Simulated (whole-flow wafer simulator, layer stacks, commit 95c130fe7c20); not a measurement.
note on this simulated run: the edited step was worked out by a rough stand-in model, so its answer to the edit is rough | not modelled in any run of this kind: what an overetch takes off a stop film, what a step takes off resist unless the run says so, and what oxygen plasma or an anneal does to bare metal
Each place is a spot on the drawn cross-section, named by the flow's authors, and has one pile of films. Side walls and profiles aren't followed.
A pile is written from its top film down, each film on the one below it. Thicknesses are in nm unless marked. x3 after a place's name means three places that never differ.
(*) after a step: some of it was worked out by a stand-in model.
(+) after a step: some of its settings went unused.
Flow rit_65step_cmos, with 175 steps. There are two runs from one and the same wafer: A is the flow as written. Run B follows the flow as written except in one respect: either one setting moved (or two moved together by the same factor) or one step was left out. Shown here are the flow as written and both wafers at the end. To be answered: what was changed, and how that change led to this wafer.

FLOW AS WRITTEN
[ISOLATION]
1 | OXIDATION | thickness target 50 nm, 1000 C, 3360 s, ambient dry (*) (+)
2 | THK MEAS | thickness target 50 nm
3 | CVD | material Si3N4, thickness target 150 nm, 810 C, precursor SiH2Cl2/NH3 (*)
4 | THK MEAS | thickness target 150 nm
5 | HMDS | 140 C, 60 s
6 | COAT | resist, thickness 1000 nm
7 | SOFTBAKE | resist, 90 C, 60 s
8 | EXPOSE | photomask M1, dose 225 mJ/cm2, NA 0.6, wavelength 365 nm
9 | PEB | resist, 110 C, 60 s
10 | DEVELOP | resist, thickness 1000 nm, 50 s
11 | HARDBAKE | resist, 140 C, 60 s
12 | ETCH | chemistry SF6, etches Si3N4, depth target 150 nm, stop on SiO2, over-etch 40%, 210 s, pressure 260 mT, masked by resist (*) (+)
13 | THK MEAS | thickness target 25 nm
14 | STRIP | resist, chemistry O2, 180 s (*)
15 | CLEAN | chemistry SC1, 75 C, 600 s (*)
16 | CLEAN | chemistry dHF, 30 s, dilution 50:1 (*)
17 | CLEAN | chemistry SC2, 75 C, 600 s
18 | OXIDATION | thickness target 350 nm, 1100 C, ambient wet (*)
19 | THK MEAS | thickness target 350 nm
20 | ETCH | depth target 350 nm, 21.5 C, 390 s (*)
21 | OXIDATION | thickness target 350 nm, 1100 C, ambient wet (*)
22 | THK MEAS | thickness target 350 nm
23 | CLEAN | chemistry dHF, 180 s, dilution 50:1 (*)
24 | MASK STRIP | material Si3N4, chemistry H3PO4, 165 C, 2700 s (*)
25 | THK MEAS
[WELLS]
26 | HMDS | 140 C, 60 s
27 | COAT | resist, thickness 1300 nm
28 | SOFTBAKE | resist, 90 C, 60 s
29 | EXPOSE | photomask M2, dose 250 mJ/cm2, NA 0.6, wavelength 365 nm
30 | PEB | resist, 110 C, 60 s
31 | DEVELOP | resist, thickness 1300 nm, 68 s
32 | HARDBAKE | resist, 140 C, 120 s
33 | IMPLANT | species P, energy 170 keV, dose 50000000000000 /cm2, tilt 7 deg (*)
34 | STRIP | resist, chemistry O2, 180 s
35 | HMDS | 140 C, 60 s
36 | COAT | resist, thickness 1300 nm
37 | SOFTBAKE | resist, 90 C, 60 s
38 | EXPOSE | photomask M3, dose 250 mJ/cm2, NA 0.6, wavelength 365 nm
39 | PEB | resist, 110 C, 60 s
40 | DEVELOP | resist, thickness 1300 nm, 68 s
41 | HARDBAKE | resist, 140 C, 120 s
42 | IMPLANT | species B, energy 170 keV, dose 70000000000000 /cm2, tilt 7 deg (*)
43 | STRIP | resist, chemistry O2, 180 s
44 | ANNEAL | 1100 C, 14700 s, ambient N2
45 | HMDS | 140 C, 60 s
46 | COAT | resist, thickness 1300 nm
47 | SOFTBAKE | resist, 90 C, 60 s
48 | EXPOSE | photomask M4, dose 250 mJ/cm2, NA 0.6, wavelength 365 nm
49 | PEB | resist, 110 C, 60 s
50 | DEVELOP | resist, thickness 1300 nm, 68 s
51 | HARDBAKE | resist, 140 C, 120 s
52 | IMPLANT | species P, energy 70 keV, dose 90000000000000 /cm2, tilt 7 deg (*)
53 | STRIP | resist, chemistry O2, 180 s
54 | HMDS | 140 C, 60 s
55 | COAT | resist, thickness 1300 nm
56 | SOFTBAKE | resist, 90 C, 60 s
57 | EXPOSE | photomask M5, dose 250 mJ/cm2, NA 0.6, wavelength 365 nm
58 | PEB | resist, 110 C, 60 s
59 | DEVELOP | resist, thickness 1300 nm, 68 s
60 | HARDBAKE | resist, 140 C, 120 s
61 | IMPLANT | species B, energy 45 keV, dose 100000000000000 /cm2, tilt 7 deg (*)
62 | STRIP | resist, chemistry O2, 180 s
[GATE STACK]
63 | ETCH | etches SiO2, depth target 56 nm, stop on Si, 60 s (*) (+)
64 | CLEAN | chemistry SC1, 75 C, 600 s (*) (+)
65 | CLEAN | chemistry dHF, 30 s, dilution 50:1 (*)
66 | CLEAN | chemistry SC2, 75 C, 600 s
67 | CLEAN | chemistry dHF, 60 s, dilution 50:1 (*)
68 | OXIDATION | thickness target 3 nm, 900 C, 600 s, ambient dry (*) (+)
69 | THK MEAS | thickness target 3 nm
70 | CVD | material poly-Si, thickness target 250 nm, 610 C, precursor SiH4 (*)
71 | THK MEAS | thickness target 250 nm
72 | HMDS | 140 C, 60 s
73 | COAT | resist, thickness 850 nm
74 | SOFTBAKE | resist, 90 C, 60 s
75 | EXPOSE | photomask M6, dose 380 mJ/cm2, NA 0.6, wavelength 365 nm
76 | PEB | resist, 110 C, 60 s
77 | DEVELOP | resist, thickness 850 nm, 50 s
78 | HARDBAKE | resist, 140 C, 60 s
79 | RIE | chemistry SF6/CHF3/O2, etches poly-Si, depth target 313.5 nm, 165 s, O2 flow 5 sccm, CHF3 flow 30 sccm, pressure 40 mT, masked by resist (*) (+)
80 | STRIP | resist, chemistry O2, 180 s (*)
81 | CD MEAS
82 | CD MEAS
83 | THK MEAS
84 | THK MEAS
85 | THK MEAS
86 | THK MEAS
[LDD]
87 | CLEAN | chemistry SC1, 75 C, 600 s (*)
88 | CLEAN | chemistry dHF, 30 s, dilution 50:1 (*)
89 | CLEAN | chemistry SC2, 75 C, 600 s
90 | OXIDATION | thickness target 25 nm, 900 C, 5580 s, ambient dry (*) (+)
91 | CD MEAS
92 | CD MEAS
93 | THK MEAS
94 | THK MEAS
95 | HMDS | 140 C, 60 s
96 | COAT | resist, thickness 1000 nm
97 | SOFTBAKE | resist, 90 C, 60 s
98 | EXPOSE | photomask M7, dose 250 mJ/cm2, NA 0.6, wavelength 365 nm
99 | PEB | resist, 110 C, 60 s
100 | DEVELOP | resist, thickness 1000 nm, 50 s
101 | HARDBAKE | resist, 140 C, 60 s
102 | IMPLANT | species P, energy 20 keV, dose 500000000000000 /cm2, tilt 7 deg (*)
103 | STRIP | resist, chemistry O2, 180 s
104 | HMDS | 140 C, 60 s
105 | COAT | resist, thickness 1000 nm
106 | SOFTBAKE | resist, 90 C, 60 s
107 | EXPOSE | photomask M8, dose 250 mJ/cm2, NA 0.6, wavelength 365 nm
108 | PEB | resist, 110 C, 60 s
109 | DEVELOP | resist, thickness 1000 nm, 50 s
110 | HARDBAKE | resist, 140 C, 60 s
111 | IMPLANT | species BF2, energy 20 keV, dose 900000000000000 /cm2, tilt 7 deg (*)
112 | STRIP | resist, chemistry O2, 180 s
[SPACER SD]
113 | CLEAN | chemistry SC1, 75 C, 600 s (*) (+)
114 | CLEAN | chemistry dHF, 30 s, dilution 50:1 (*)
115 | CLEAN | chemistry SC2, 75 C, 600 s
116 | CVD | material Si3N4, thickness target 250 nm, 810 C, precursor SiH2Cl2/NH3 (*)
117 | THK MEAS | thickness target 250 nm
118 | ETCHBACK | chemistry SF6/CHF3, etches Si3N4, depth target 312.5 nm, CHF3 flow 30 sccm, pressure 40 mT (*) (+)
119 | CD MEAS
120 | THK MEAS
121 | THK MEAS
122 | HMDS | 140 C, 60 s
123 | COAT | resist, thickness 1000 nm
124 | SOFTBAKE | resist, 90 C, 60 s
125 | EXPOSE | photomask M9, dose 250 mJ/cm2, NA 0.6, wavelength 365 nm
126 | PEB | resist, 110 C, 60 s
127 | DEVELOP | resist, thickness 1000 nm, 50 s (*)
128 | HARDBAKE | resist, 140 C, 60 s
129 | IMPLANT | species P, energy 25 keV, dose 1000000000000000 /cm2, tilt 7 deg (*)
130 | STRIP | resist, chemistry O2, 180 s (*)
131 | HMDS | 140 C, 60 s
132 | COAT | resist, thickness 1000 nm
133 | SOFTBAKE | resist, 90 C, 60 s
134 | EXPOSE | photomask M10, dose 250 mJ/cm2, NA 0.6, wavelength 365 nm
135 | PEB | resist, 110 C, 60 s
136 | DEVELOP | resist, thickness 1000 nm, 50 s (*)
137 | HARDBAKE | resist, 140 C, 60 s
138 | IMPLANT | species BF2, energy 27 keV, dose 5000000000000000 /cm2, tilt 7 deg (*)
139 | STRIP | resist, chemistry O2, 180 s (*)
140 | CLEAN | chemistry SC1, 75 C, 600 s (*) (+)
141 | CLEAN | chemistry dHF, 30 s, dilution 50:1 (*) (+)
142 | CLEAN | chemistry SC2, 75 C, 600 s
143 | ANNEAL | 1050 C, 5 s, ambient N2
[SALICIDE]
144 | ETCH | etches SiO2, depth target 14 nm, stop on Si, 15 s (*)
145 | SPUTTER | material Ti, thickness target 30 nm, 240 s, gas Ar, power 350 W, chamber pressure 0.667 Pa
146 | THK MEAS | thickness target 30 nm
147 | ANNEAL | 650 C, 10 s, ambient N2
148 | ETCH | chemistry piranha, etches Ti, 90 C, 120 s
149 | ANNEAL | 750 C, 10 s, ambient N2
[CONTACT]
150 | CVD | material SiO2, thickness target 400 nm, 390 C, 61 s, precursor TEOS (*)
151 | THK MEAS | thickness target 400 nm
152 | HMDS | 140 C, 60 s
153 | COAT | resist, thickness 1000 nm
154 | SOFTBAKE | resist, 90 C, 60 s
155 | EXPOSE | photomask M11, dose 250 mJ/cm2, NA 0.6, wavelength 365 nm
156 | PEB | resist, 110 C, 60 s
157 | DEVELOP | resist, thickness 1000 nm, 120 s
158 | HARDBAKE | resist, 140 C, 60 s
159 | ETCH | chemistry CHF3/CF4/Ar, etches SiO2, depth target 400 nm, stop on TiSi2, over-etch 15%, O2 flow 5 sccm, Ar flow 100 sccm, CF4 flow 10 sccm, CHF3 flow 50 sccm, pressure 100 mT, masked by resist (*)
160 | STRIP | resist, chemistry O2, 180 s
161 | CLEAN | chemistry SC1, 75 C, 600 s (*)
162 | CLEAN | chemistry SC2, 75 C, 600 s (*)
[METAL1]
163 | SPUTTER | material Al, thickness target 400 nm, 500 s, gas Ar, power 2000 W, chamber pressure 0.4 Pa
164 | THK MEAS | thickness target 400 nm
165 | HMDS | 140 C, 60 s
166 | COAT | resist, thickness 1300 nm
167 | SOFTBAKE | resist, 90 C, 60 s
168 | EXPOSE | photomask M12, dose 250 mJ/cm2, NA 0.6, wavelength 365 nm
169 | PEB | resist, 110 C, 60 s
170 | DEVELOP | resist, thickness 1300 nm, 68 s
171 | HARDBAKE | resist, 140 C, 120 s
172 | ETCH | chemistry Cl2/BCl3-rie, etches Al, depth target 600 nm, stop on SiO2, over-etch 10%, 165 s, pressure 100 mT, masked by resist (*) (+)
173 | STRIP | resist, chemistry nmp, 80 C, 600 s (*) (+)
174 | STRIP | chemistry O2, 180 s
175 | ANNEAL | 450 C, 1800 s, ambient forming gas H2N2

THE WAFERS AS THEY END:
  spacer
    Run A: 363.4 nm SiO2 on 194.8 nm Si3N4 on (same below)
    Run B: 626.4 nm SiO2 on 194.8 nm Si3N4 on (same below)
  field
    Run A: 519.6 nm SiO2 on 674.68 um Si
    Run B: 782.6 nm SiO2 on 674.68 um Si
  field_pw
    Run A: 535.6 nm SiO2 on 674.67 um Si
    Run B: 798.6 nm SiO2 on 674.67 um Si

What caused this: step 150, CVD: thickness target 663 nm was run, while the flow as written has thickness target 400 nm; step 150, CVD: 101 s was run, where the flow has 61 s.

How this came from the change, step by step:
  150 | CVD | material SiO2, thickness target 400 nm, 390 C, 61 s, precursor TEOS (*)
      field, field_pw, field_nw, field_p: A SiO2 gains 400 | B SiO2 gains 663
      spacer, spacer_p: A SiO2 gains 400 (new film) | B SiO2 gains 663 (new film)
      (as well as at 2 more places)
